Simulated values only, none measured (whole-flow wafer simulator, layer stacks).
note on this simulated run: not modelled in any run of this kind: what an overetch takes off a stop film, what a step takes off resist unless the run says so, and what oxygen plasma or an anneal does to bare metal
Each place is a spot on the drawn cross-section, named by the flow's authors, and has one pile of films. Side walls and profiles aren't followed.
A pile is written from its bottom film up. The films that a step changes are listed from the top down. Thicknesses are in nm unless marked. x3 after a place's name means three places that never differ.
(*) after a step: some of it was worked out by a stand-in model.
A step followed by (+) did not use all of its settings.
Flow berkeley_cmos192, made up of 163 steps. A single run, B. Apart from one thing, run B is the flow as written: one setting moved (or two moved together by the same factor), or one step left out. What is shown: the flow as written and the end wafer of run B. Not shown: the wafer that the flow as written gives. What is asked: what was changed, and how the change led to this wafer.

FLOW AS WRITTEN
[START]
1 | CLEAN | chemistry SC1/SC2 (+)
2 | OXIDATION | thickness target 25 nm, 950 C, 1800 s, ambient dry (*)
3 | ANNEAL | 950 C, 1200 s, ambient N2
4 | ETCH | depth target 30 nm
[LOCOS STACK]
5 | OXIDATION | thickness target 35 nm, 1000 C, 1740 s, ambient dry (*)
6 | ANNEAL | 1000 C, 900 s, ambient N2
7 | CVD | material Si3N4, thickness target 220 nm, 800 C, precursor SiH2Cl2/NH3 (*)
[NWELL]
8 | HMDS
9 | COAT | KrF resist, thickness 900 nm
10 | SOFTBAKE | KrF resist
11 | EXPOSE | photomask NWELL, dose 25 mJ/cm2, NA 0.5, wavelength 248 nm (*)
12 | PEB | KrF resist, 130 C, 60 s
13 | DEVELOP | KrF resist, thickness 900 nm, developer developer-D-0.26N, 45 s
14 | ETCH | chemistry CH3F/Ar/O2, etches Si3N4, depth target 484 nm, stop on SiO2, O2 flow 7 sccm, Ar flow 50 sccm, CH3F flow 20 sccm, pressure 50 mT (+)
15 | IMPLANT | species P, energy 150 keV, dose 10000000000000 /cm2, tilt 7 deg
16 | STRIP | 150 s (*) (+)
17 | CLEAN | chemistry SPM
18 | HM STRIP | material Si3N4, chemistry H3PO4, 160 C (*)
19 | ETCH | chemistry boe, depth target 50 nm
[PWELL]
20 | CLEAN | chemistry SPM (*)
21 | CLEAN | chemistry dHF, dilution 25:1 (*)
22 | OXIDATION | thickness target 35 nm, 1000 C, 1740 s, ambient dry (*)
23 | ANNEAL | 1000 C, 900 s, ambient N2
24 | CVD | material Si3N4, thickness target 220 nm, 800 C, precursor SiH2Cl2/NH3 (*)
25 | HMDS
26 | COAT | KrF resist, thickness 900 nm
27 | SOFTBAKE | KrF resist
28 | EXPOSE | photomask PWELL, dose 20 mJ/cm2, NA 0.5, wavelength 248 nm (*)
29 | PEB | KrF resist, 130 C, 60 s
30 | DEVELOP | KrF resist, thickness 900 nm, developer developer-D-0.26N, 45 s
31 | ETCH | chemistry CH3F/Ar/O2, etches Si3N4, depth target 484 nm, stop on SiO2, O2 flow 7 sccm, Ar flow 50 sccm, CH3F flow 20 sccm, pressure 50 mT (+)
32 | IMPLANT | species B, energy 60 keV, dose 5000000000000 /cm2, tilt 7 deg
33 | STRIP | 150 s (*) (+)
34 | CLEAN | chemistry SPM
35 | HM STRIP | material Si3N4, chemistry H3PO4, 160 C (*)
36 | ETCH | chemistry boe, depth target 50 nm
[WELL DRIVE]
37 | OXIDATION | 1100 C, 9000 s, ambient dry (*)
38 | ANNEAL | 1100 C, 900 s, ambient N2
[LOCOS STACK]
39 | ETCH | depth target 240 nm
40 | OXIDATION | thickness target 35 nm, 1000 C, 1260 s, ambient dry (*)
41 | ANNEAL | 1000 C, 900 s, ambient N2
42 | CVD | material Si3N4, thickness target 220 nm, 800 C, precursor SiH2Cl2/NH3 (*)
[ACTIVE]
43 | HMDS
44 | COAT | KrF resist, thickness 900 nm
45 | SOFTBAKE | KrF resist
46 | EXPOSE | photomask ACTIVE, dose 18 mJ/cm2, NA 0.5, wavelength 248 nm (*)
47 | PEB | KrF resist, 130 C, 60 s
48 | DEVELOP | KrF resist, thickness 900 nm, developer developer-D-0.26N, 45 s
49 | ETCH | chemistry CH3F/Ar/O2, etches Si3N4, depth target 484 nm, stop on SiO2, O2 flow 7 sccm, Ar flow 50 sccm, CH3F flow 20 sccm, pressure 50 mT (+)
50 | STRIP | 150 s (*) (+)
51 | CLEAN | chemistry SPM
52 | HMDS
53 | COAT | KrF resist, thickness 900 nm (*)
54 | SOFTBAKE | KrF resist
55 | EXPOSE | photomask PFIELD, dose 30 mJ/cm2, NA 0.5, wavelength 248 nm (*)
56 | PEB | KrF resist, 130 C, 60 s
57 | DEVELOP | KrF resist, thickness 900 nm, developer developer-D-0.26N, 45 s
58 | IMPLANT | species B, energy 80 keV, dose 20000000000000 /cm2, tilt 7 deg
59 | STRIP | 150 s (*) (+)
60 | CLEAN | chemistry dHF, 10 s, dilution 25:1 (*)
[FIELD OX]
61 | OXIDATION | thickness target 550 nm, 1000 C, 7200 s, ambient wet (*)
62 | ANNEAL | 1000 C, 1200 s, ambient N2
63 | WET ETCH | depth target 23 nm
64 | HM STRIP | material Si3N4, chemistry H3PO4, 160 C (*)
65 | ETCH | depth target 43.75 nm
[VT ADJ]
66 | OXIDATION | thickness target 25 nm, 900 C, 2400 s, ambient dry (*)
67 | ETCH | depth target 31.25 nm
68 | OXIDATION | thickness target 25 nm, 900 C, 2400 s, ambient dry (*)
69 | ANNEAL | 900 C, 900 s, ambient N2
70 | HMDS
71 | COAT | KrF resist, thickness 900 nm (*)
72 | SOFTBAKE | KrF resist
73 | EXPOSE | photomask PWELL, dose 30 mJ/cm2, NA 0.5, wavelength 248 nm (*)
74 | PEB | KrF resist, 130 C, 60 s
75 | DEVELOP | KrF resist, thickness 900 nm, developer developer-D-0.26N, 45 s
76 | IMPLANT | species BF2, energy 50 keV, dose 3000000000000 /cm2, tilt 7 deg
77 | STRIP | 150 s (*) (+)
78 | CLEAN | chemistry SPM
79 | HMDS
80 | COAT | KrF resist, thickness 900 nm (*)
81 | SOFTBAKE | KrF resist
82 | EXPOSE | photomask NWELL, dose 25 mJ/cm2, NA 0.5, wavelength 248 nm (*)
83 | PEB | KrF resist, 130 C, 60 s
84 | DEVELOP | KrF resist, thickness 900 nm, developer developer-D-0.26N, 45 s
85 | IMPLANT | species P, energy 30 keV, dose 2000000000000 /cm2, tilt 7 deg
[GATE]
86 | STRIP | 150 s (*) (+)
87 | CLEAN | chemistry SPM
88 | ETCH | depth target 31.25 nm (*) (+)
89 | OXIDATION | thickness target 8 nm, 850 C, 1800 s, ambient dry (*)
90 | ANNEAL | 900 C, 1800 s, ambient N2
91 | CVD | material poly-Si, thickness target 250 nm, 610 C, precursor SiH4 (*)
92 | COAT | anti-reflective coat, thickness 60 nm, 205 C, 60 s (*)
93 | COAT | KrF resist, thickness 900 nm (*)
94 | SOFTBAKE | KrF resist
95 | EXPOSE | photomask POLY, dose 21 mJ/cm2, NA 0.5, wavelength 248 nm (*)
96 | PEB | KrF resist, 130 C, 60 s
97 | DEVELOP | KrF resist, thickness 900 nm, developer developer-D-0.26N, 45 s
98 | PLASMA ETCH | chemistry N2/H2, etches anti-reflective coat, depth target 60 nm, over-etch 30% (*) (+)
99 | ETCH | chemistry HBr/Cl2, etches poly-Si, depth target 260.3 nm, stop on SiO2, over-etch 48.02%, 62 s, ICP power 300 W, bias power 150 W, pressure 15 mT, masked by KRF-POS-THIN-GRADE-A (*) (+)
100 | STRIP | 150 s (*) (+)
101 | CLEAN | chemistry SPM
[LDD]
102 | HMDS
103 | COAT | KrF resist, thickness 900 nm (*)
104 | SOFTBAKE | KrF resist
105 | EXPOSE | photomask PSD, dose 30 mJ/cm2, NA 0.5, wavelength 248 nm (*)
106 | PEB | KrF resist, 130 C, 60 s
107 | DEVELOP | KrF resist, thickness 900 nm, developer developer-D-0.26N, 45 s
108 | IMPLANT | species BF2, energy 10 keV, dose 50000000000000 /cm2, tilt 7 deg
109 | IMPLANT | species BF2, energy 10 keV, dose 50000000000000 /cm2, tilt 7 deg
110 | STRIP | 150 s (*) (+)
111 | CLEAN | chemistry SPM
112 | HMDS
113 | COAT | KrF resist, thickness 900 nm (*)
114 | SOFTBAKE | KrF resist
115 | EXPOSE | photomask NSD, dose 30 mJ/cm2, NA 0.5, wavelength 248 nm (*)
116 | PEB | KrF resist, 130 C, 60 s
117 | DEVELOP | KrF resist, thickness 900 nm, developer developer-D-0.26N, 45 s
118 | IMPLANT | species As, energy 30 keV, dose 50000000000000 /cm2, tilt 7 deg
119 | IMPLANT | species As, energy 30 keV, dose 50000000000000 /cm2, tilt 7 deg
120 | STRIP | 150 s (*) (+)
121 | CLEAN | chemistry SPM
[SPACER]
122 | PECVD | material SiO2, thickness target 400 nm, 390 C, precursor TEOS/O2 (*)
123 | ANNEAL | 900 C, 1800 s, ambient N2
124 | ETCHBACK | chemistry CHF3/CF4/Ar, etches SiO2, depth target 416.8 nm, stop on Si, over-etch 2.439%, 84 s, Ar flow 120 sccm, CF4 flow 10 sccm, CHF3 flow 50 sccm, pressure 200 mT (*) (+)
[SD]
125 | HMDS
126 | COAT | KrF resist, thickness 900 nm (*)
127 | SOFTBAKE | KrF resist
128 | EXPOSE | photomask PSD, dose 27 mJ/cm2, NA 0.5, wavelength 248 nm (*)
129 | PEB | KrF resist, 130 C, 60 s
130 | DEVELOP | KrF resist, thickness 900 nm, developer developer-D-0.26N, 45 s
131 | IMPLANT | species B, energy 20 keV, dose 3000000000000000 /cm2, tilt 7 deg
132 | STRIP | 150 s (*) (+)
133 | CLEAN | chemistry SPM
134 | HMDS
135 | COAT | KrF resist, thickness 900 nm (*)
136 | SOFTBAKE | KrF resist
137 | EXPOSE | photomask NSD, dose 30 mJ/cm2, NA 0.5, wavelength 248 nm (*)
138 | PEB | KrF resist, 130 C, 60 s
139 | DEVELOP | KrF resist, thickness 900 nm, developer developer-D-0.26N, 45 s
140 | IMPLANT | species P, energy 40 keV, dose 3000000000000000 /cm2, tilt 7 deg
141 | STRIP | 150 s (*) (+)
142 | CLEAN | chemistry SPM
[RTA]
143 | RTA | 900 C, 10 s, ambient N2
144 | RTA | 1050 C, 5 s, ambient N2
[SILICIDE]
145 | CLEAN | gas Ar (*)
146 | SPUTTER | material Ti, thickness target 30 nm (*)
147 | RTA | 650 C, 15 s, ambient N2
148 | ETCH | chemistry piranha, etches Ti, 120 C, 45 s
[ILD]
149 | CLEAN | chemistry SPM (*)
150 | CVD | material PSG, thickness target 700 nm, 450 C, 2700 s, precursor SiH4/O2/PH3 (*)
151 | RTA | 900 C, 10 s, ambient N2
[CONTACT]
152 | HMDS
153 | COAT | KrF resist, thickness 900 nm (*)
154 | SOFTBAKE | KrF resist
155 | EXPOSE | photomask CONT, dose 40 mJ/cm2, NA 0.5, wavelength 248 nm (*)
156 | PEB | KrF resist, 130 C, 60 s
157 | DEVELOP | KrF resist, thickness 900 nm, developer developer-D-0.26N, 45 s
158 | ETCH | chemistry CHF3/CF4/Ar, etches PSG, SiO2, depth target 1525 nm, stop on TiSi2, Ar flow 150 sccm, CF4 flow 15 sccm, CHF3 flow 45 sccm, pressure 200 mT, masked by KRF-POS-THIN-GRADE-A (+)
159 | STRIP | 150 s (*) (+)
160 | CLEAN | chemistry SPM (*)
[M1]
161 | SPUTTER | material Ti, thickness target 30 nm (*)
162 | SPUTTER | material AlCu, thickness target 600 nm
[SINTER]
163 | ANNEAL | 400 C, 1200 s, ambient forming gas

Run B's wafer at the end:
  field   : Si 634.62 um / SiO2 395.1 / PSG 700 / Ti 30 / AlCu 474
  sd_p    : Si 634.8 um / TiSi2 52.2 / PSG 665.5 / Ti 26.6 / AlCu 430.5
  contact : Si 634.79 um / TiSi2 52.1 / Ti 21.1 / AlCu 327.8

What caused this: step 162, SPUTTER: thickness target 474 nm was run, though the flow has thickness target 600 nm.
The wafer itself shows it: field has AlCu 474, and step 162 as written asks for 600 nm.

How this came from the change, step by step:
  162 | SPUTTER | material AlCu, thickness target 600 nm
      field, sd_n, spacer_n, gate, spacer_p, gate_p, m1: +474 AlCu (new film) (it would be, as written: +600 AlCu (new film))
      sd_p: +430.5 AlCu (new film) (it would be, as written: +551.2 AlCu (new film))
      (and at 1 other place as well)
